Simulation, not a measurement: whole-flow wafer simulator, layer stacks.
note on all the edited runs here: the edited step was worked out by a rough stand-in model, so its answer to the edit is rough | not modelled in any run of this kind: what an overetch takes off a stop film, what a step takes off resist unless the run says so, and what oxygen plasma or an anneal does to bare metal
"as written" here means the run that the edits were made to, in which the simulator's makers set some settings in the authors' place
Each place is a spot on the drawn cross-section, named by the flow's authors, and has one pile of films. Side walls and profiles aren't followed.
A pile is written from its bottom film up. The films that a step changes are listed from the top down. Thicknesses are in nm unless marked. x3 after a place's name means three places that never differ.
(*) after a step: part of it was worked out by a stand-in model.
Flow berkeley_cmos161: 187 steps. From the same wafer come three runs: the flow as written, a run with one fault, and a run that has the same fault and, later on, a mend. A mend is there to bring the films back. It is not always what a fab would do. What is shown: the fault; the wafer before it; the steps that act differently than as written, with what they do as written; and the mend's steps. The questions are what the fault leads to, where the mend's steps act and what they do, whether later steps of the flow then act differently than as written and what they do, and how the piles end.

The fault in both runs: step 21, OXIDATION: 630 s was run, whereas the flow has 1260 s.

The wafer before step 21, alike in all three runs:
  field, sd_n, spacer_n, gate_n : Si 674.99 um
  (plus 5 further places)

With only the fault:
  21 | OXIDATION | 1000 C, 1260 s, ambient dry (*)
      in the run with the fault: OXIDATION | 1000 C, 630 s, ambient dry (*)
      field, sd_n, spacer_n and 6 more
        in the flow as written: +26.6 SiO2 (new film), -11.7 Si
        in the run with the fault: +18.4 SiO2 (new film), -8.08 Si
  Steps later in the flow that act otherwise than as written (1 more step, not shown, differs only slightly: by at most 2% or 0.5 nm, whichever is larger):
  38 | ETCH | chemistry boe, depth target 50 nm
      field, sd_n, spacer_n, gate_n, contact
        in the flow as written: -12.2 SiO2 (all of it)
        in the run with the fault: -4.01 SiO2 (all of it)
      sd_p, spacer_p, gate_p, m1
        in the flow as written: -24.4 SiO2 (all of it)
        in the run with the fault: -16.2 SiO2 (all of it)
  At the end the piles are close to the flow's at the places that both follow, differing by at most 2% or 0.5 nm, whichever is larger.

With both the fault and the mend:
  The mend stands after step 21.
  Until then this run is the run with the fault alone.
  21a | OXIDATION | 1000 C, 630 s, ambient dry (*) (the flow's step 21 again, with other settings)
      field, sd_n, spacer_n and 6 more
        +8.19 SiO2, -3.6 Si
  Every later step of the flow that is run acts as written at every place that is followed.
  At every place that both follow, the piles at the end match the flow's.
